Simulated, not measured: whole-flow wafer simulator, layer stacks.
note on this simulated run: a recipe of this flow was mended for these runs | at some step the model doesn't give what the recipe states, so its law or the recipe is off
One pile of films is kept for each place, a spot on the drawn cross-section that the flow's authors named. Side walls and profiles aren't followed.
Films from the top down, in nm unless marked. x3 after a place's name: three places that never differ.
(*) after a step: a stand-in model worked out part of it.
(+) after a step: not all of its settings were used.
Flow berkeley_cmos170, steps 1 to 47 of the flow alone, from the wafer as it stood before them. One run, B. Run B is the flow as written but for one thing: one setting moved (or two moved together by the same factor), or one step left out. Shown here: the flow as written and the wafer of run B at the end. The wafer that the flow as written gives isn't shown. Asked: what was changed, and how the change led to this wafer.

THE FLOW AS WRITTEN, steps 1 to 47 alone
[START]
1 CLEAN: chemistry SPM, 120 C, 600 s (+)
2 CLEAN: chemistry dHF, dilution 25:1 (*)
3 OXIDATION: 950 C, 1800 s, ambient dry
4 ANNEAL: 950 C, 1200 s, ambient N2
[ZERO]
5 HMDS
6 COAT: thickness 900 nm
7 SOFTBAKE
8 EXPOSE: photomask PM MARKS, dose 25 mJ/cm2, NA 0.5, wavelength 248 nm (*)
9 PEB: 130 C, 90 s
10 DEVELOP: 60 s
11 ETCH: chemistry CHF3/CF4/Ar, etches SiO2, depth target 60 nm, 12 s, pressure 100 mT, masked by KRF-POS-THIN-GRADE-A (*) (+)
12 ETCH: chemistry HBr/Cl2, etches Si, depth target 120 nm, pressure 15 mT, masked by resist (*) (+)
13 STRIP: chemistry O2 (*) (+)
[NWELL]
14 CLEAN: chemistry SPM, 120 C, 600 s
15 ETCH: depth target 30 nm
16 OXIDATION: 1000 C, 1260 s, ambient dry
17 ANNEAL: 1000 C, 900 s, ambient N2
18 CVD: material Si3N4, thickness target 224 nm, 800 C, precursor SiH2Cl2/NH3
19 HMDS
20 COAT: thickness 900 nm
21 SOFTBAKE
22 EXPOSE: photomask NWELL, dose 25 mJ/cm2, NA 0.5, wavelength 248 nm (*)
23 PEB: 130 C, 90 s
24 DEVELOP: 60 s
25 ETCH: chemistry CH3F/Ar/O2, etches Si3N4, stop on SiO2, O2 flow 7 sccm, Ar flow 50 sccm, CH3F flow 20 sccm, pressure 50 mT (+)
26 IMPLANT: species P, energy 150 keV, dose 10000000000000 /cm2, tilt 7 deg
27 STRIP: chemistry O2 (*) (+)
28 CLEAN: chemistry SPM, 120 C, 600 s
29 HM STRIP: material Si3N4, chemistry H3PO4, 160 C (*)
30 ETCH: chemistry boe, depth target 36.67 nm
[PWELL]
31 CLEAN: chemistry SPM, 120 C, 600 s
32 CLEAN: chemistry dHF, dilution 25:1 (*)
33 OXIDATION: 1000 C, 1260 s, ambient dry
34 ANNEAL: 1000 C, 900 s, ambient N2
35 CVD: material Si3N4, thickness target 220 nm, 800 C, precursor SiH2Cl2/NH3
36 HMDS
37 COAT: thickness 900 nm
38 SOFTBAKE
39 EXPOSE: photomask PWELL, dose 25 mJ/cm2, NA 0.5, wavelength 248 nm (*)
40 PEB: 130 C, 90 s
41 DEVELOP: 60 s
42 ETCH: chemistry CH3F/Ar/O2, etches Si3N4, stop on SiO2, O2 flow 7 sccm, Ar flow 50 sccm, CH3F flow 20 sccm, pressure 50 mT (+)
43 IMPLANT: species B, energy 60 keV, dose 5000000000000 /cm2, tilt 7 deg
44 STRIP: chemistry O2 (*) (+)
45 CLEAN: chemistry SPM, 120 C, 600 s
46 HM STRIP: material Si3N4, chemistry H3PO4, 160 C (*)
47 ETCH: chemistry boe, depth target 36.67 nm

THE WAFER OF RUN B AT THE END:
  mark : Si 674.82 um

The cause: step 12, ETCH: depth target 148 nm was run, where the flow has depth target 120 nm.

How the change led to this, step by step:
  12 ETCH: chemistry HBr/Cl2, etches Si, depth target 120 nm, pressure 15 mT, masked by resist (*) (+)
      field x9, sd_p x3: KrF-resist -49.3 (as written it would be: KrF-resist -40)
      mark: Si -148 (as written it would be: Si -120)
